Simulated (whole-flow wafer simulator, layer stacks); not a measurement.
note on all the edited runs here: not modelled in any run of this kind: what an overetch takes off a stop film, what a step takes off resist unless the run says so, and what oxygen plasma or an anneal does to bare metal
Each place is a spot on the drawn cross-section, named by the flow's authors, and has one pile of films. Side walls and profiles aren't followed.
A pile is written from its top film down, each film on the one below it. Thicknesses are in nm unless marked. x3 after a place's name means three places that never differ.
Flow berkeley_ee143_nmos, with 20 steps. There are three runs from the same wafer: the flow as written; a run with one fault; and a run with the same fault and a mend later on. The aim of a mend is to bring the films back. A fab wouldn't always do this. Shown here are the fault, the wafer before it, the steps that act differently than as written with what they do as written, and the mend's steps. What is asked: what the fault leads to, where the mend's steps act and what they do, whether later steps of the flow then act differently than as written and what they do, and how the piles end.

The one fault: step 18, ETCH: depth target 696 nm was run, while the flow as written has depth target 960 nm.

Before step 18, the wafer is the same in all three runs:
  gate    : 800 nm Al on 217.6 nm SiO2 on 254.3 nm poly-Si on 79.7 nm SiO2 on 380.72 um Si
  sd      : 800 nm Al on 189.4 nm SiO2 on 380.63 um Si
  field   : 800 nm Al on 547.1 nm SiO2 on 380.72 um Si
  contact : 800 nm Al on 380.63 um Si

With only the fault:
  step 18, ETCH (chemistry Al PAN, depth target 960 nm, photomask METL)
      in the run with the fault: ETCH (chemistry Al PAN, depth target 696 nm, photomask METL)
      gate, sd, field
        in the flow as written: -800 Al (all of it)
        in the run with the fault: -696 Al
  None of the later steps of the flow acts differently than as written at any place that is followed.
  At gate, sd, field, the piles at the end differ from the flow's by more than 2% or 0.5 nm, whichever is larger.
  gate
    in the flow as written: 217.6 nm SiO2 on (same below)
    in the run with the fault: 104 nm Al on 217.6 nm SiO2 on (same below)
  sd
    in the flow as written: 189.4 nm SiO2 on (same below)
    in the run with the fault: 104 nm Al on 189.4 nm SiO2 on (same below)
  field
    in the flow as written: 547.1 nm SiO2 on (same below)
    in the run with the fault: 104 nm Al on 547.1 nm SiO2 on (same below)

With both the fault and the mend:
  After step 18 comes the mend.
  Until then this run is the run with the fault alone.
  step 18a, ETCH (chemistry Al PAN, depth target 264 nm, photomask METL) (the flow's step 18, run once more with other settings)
      gate, sd, field
        -104 Al (all of it)
  None of the later steps of the flow acts differently than as written at any place that is followed.
  The piles end the same as the flow's at every place that both follow.
